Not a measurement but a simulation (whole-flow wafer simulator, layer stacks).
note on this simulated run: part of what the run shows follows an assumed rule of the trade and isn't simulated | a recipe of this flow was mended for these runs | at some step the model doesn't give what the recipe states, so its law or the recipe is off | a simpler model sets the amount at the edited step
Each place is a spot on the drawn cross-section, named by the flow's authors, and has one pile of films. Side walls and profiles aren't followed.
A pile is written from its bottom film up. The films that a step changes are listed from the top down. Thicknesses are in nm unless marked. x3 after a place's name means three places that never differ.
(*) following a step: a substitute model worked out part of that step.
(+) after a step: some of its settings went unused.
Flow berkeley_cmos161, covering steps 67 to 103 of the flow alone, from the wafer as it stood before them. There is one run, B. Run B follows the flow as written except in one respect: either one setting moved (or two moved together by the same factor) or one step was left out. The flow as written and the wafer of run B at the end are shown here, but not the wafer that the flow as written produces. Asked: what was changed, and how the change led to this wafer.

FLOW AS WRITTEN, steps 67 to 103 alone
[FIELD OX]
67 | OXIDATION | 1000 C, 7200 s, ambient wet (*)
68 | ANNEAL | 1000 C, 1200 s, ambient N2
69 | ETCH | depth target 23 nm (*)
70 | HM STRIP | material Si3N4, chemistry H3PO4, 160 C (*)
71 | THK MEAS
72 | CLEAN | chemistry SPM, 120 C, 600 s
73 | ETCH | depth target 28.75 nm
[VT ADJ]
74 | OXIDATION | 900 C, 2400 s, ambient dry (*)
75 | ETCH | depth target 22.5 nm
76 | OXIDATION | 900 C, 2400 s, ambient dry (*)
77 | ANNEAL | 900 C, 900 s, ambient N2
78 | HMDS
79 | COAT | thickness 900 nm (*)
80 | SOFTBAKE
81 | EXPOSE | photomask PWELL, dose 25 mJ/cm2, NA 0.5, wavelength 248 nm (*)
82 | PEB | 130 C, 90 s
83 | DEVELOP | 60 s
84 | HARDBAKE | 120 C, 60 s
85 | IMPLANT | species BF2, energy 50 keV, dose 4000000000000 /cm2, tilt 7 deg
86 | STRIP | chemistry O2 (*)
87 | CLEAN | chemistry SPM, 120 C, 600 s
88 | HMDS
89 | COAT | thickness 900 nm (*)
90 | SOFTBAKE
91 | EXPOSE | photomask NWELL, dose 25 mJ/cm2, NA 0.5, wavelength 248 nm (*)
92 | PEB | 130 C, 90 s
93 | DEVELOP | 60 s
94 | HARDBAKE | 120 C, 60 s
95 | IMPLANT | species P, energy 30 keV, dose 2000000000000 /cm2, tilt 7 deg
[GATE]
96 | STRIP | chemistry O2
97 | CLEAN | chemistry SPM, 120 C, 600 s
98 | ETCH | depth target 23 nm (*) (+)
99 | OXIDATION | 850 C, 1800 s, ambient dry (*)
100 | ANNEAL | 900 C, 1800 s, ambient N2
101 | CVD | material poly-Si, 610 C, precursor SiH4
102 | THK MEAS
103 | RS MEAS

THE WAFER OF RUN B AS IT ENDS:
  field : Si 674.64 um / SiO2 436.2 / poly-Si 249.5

Cause: step 70, HM STRIP: 171 C was run, while the flow as written has 160 C.

How this came from the change, step by step:
  70 | HM STRIP | material Si3N4, chemistry H3PO4, 160 C (*)
      sd_n, spacer_n, gate_n, sd_p, spacer_p, gate_p, contact, m1: Si3N4 loses 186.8 (all of it), SiO2 loses 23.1 (it would be, as written: Si3N4 loses 186.8 (all of it), SiO2 loses 8.69)
      field: SiO2 loses 32.2 (it would be, as written: SiO2 loses 14.5)
  73 | ETCH | depth target 28.75 nm
      spacer_n, gate_n, spacer_p, gate_p, contact, m1: SiO2 loses 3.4 (all of it) (it would be, as written: SiO2 loses 17.9 (all of it))
      sd_n, sd_p: SiO2 loses 3.65 (all of it) (it would be, as written: SiO2 loses 18.1 (all of it))
